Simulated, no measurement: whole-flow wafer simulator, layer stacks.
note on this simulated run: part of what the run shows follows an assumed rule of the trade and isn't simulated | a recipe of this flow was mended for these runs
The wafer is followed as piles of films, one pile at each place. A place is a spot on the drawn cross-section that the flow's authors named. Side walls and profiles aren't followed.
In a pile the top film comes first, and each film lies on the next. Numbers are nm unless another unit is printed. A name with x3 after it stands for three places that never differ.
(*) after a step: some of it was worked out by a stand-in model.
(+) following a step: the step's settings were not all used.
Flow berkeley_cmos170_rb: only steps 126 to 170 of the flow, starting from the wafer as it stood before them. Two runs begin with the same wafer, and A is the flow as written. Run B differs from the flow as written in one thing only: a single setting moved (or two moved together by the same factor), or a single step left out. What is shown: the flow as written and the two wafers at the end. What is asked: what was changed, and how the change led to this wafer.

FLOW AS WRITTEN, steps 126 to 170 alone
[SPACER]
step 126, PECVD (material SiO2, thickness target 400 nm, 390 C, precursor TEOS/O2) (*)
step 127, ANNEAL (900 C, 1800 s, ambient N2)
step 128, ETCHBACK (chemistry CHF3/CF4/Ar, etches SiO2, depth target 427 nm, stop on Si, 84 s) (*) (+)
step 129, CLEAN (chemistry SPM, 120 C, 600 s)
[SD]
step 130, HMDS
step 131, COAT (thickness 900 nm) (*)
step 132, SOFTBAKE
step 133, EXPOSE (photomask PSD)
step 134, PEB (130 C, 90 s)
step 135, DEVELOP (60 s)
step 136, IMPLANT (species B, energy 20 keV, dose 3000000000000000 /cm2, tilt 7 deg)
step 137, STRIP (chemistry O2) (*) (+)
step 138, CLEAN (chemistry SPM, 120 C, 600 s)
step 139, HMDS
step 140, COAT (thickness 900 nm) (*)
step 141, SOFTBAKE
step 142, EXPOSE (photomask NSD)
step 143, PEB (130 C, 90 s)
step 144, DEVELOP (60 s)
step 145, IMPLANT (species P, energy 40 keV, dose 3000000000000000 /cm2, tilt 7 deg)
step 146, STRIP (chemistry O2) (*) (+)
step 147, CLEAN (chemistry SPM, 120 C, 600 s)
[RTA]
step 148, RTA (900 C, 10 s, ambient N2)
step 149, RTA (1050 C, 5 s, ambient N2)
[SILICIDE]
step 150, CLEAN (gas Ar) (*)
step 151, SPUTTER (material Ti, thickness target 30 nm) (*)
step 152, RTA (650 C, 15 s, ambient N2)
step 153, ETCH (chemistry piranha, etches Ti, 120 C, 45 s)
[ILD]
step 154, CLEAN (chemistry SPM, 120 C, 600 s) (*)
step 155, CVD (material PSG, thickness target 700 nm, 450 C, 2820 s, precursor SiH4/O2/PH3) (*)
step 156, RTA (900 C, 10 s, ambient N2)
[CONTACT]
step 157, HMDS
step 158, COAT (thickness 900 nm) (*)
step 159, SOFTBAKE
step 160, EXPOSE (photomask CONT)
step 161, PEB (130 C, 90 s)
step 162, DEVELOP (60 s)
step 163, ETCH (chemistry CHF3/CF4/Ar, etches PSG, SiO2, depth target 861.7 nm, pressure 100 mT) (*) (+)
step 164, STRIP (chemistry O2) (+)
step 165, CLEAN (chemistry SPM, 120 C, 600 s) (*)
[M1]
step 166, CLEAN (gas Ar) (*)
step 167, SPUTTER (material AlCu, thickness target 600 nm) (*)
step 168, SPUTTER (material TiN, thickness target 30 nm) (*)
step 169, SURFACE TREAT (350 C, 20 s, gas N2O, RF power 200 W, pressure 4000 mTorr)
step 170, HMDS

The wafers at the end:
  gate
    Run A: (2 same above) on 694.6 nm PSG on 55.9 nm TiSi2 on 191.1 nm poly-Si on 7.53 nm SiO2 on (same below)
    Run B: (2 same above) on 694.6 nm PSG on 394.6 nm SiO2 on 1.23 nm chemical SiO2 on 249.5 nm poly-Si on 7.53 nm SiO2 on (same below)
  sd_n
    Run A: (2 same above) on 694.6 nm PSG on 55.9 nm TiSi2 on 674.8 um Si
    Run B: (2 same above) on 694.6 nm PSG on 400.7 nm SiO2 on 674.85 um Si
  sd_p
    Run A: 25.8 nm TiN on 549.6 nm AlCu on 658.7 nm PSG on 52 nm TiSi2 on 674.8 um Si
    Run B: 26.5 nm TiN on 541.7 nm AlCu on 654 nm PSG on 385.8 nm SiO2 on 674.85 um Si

Cause: step 128, ETCHBACK: chemistry CHF3/CF4/Ar, etches SiO2, depth target 427 nm, stop on Si, 84 s (*) (+), was omitted.

How this came from the change, step by step:
  step 129, CLEAN (chemistry SPM, 120 C, 600 s)
      sd_n, sd_p, contact, m1: A chemical SiO2 gains 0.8 (new film), Si loses 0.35 | B nothing
      gate, gate_p: A chemical SiO2 gains 0.8 (new film), poly-Si loses 0.35 | B nothing
  step 131, COAT (thickness 900 nm) (*)
      spacer_n: A KrF-resist gains 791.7 (new film) | B KrF-resist gains 1047.4 (new film)
      sd_p: A KrF-resist gains 1008.7 (new film) | B KrF-resist gains 1033.4 (new film)
      (also at 2 further places)
  step 134, PEB (130 C, 90 s)
      spacer_n: A KrF-resist loses 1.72 | B KrF-resist loses 2.39
      spacer_p: A KrF-resist loses 1.7 | B KrF-resist loses 2.38
  step 135, DEVELOP (60 s)
      sd_p: A KrF-resist loses 1006.4 (all of it) | B KrF-resist loses 1031.1 (all of it)
      spacer_p: A KrF-resist loses 783.4 (all of it) | B KrF-resist loses 1040.1 (all of it)
      (also at 1 further place)
  step 137, STRIP (chemistry O2) (*) (+)
      spacer_n: A KrF-resist loses 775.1 (all of it) | B KrF-resist loses 1030.1 (all of it)
  step 140, COAT (thickness 900 nm) (*)
      spacer_n: A KrF-resist gains 791.4 (new film) | B KrF-resist gains 1047.4 (new film)
      sd_p: A KrF-resist gains 1008.5 (new film) | B KrF-resist gains 1033.4 (new film)
      (also at 2 further places)
  step 143, PEB (130 C, 90 s)
      spacer_n: A KrF-resist loses 1.72 | B KrF-resist loses 2.39
      spacer_p: A KrF-resist loses 1.7 | B KrF-resist loses 2.38
  step 144, DEVELOP (60 s)
      spacer_n: A KrF-resist loses 789.7 (all of it) | B KrF-resist loses 1045 (all of it)
  step 146, STRIP (chemistry O2) (*) (+)
      sd_p: A KrF-resist loses 991.3 (all of it), chemical SiO2 gains 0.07 | B KrF-resist loses 1016.1 (all of it)
      gate_p: A KrF-resist loses 747.2 (all of it), chemical SiO2 gains 0.07 | B KrF-resist loses 765 (all of it)
      (also at 1 further place)
  step 150, CLEAN (gas Ar) (*)
      sd_n, sd_p, contact, m1: A chemical SiO2 loses 1.23 (all of it) | B SiO2 loses 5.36
      gate, gate_p: A chemical SiO2 loses 1.23 (all of it), poly-Si loses 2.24 | B SiO2 loses 5.36
  step 151, SPUTTER (material Ti, thickness target 30 nm) (*)
      spacer_n, spacer_p: A Ti gains 30 (new film) | B Ti gains 21.6 (new film)
  step 152, RTA (650 C, 15 s, ambient N2)
      sd_n, contact, m1: A Ti loses 23.4, TiSi first gains 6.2 (new film), TiSi2 C49 gains 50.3 (new film), Si loses 49 | B nothing
      gate, gate_p: A Ti loses 23.4, TiSi first gains 6.2 (new film), TiSi2 C49 gains 50.3 (new film), poly-Si loses 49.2 | B nothing
      (also at 1 further place)
  step 153, ETCH (chemistry piranha, etches Ti, 120 C, 45 s)
      sd_n, gate, gate_p, contact, m1: A Ti loses 6.6 (all of it), TiSi first loses 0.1 | B Ti loses 30 (all of it)
      sd_p: A Ti loses 6.14 (all of it), TiSi first loses 0.1 | B Ti loses 27.8 (all of it)
      (also at 2 further places)
  step 155, CVD (material PSG, thickness target 700 nm, 450 C, 2820 s, precursor SiH4/O2/PH3) (*)
      spacer_n, spacer_p: A PSG gains 700 (new film) | B PSG gains 659.5 (new film)
  step 156, RTA (900 C, 10 s, ambient N2)
      sd_n, contact, m1: A under 1 film: TiSi2 gains 55.9 (new film), TiSi first loses 6.09 (all of it), TiSi2 C49 loses 50.3 (all of it), Si loses 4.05 | B nothing
      gate, gate_p: A under 1 film: TiSi2 gains 55.9 (new film), TiSi first loses 6.09 (all of it), TiSi2 C49 loses 50.3 (all of it), poly-Si loses 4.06 | B nothing
      (also at 1 further place)
  step 158, COAT (thickness 900 nm) (*)
      spacer_n: A KrF-resist gains 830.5 (new film) | B KrF-resist gains 1088.3 (new film)
      gate: A KrF-resist gains 810 (new film) | B KrF-resist gains 783.3 (new film)
      (also at 2 further places)
  ... another 5 steps ...
  step 168, SPUTTER (material TiN, thickness target 30 nm) (*)
      spacer_n: A TiN gains 30 (new film) | B TiN gains 9.72 (new film)
      sd_p: A TiN gains 25.8 (new film) | B TiN gains 26.5 (new film)
      (also at 2 further places)
